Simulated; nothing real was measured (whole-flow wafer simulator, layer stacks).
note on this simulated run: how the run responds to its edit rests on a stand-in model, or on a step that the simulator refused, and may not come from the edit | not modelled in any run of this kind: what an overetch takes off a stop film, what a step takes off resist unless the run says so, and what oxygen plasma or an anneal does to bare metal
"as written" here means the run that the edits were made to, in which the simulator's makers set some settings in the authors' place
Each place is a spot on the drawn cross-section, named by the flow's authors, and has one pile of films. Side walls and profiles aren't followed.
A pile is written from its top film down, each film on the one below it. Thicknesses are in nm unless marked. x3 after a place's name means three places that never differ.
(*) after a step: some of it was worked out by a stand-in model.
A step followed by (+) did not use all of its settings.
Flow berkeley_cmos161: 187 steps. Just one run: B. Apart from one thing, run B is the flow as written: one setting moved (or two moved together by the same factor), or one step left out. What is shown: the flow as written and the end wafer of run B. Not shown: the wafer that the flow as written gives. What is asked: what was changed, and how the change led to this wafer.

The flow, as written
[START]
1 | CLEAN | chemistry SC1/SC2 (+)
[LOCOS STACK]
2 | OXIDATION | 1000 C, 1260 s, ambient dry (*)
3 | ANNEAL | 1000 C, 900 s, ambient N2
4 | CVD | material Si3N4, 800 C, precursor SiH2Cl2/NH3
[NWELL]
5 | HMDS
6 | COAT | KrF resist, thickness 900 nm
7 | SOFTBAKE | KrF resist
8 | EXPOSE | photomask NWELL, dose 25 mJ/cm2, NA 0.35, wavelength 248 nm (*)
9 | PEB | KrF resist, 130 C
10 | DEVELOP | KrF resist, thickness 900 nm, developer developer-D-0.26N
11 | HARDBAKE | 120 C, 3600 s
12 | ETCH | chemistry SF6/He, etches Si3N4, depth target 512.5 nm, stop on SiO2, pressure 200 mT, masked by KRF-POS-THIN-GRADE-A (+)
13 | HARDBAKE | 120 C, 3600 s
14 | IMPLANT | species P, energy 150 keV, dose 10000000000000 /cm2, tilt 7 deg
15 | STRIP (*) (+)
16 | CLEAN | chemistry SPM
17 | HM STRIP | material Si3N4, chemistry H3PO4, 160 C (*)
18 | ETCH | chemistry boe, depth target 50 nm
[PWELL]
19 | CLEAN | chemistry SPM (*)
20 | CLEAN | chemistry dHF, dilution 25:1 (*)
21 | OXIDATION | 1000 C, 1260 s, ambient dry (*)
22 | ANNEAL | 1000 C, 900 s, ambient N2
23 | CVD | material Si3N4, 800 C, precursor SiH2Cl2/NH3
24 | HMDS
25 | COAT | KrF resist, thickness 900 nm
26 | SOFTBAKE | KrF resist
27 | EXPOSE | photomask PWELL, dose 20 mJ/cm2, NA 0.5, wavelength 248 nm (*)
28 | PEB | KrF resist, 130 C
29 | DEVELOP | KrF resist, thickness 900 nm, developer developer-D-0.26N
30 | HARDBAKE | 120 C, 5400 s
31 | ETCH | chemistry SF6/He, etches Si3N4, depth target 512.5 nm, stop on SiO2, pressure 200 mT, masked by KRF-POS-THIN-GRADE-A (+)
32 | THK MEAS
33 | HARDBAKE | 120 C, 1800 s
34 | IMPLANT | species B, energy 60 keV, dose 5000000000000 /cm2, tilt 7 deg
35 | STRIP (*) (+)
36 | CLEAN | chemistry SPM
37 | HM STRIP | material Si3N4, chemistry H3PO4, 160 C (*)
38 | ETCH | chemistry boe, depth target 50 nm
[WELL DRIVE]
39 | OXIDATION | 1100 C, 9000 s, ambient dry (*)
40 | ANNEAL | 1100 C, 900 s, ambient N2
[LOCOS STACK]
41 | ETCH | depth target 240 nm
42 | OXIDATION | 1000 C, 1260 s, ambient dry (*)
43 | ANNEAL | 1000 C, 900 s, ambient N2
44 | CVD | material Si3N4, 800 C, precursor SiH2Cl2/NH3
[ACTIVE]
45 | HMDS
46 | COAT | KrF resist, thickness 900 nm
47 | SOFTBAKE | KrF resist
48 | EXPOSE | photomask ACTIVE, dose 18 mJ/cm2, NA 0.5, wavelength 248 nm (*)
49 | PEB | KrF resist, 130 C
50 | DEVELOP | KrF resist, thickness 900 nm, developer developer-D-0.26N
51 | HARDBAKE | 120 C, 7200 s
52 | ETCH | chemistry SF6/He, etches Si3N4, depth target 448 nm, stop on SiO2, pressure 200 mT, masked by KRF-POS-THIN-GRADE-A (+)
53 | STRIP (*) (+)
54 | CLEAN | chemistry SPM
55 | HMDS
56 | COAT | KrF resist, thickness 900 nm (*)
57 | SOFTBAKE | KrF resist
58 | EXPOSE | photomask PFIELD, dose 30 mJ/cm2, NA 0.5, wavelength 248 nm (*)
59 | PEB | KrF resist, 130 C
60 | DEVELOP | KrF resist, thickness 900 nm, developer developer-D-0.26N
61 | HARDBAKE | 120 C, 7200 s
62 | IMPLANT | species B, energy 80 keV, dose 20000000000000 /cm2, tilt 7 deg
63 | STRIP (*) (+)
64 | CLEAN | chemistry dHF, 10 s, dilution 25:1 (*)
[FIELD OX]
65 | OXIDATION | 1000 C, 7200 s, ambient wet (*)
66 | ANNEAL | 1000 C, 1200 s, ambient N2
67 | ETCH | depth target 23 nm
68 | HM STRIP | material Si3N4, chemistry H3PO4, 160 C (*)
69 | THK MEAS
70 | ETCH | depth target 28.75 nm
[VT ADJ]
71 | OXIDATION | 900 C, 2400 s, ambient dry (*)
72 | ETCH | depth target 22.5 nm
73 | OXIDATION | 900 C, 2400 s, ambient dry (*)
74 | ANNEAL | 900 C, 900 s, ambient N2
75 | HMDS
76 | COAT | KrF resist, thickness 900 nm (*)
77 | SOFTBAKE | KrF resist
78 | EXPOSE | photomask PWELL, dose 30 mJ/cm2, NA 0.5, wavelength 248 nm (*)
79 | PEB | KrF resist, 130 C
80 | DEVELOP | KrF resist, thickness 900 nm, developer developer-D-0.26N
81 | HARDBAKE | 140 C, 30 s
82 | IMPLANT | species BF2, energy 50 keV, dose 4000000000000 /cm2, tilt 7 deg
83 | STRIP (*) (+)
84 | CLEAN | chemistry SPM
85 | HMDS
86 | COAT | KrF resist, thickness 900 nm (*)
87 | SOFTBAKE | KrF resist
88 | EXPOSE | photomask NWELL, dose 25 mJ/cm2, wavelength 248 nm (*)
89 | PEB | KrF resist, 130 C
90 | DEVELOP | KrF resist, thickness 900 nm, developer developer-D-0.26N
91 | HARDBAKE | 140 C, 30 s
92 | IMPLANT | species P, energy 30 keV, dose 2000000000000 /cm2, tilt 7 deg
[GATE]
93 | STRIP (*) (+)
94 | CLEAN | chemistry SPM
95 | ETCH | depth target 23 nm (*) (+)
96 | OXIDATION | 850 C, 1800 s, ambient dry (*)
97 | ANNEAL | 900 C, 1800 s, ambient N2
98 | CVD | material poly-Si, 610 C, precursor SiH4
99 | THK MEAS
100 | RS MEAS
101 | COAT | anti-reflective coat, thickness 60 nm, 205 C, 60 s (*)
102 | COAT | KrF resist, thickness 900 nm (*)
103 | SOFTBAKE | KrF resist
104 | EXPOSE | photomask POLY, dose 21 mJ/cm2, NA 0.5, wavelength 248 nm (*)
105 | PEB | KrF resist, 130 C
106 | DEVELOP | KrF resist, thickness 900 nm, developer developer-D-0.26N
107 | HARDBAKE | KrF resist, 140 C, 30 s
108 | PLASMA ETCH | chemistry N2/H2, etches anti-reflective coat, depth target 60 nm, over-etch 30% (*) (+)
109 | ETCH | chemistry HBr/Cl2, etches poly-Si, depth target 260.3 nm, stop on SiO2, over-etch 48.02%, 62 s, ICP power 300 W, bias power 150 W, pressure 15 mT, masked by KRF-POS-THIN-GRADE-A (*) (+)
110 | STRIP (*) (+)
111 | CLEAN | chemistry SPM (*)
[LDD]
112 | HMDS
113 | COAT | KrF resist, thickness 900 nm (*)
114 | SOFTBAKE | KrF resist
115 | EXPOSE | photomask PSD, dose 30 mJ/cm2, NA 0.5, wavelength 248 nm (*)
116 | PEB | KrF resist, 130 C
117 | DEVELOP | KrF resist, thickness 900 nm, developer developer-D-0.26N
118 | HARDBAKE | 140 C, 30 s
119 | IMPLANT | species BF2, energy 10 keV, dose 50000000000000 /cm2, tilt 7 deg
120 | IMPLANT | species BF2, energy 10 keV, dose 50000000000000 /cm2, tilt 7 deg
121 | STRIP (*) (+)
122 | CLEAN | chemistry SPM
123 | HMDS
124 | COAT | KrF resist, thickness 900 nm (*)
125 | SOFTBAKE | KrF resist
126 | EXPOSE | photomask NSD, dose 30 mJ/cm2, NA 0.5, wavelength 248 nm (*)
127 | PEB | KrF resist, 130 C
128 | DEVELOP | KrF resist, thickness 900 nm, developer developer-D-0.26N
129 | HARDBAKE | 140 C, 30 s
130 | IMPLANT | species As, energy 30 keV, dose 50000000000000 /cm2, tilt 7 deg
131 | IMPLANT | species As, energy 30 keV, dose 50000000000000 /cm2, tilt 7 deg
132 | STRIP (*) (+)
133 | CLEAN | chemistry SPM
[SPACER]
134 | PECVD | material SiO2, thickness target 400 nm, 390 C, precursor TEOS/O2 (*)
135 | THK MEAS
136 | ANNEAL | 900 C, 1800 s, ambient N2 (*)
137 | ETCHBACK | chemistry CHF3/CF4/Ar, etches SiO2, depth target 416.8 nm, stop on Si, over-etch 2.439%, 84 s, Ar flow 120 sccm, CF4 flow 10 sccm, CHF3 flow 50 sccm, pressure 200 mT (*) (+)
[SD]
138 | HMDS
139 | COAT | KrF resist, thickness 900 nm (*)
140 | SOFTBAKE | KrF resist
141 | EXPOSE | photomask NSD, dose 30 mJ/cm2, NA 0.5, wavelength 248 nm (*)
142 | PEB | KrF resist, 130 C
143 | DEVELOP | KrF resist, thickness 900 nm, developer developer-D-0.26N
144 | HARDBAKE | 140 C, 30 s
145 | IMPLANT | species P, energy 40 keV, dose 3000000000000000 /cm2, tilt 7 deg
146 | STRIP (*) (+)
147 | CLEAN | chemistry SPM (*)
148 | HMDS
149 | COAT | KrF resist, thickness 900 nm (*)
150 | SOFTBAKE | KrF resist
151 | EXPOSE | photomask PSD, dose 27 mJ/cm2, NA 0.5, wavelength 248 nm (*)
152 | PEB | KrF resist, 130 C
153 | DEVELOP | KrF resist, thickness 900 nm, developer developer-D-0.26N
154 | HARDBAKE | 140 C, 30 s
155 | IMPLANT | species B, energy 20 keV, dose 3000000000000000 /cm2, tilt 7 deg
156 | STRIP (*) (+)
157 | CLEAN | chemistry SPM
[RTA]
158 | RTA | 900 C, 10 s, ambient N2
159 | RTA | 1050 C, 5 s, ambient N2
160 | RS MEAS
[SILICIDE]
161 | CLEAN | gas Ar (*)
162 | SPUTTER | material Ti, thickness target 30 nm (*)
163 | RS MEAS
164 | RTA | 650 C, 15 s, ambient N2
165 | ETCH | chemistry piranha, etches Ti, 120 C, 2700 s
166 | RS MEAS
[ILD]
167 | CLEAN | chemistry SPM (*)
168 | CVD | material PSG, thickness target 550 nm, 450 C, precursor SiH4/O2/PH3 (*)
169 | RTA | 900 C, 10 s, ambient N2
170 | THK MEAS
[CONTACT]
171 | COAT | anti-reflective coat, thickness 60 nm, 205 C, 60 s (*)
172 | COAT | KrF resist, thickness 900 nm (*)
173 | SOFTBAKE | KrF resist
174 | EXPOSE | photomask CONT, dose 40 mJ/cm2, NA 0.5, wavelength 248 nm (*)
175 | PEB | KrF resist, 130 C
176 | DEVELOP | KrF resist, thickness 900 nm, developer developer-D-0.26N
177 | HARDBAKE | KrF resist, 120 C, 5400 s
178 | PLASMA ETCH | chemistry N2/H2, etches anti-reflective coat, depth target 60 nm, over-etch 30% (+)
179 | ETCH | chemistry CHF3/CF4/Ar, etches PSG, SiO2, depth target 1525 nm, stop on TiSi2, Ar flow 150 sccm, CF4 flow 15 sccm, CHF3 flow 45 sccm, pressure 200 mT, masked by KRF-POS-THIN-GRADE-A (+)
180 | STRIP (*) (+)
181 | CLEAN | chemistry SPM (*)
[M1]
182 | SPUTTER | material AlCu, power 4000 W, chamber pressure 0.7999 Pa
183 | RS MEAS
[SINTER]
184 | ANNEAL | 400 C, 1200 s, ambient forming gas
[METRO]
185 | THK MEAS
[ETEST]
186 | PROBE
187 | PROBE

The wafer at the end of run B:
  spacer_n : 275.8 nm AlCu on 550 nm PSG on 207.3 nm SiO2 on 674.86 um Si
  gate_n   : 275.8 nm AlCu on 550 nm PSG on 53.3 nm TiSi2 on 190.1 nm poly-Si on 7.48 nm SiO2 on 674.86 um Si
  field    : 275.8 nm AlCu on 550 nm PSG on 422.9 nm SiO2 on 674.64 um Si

The reason: step 70, ETCH: depth target 14.2 nm was run, though the flow has depth target 28.75 nm.

The path from the change to this, step by step:
  70 | ETCH | depth target 28.75 nm
      spacer_n, gate_n, spacer_p, gate_p, contact, m1: SiO2 loses 14.2 (it would be, as written: SiO2 loses 24.8 (all of it))
      sd_n, sd_p: SiO2 loses 14.2 (it would be, as written: SiO2 loses 25 (all of it))
      (also at 1 further place)
  71 | OXIDATION | 900 C, 2400 s, ambient dry (*)
      spacer_n, gate_n, spacer_p, gate_p, contact, m1: SiO2 gains 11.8, Si loses 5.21 (it would be, as written: SiO2 gains 14.9 (new film), Si loses 6.57)
      sd_n, sd_p: SiO2 gains 11.8, Si loses 5.18 (it would be, as written: SiO2 gains 14.9 (new film), Si loses 6.57)
  72 | ETCH | depth target 22.5 nm
      spacer_n, gate_n, spacer_p, gate_p, contact, m1: SiO2 loses 22.4 (all of it) (it would be, as written: SiO2 loses 14.9 (all of it))
      sd_n, sd_p: SiO2 loses 22.6 (all of it) (it would be, as written: SiO2 loses 14.9 (all of it))
  101 | COAT | anti-reflective coat, thickness 60 nm, 205 C, 60 s (*)
      sd_n: anti-reflective coat gains 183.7 (new film) (it would be, as written: anti-reflective coat gains 173.5 (new film))
      spacer_n: anti-reflective coat gains 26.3 (new film) (it would be, as written: anti-reflective coat gains 28.7 (new film))
      (also at 4 further places)
  108 | PLASMA ETCH | chemistry N2/H2, etches anti-reflective coat, depth target 60 nm, over-etch 30% (*) (+)
      sd_n: anti-reflective coat loses 183.7 (all of it), poly-Si loses 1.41 (it would be, as written: anti-reflective coat loses 173.5 (all of it), poly-Si loses 1.33)
      spacer_n: anti-reflective coat loses 26.3 (all of it), poly-Si loses 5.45 (it would be, as written: anti-reflective coat loses 28.7 (all of it), poly-Si loses 5.05)
      (also at 2 further places)
  110 | STRIP (*) (+)
      gate_n: chemical SiO2 gains 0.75 (new film), KrF resist loses 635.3 (all of it), anti-reflective coat loses 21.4 (all of it), poly-Si loses 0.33 (it would be, as written: chemical SiO2 gains 0.75 (new film), KrF resist loses 626.8 (all of it), anti-reflective coat loses 23.7 (all of it), poly-Si loses 0.33)
      gate_p: chemical SiO2 gains 0.75 (new film), KrF resist loses 603.3 (all of it), anti-reflective coat loses 26.7 (all of it), poly-Si loses 0.33 (it would be, as written: chemical SiO2 gains 0.75 (new film), KrF resist loses 598.2 (all of it), anti-reflective coat loses 27.9 (all of it), poly-Si loses 0.33)
  171 | COAT | anti-reflective coat, thickness 60 nm, 205 C, 60 s (*)
      sd_n: anti-reflective coat gains 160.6 (new film) (it would be, as written: anti-reflective coat gains 149.7 (new film))
      m1: anti-reflective coat gains 100.8 (new film) (it would be, as written: anti-reflective coat gains 97.8 (new film))
  180 | STRIP (*) (+)
      sd_n: KrF resist loses 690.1 (all of it), anti-reflective coat loses 160.6 (all of it) (it would be, as written: KrF resist loses 692.5 (all of it), anti-reflective coat loses 149.7 (all of it))
      m1: KrF resist loses 744.8 (all of it), anti-reflective coat loses 100.8 (all of it) (it would be, as written: KrF resist loses 739.9 (all of it), anti-reflective coat loses 97.8 (all of it))
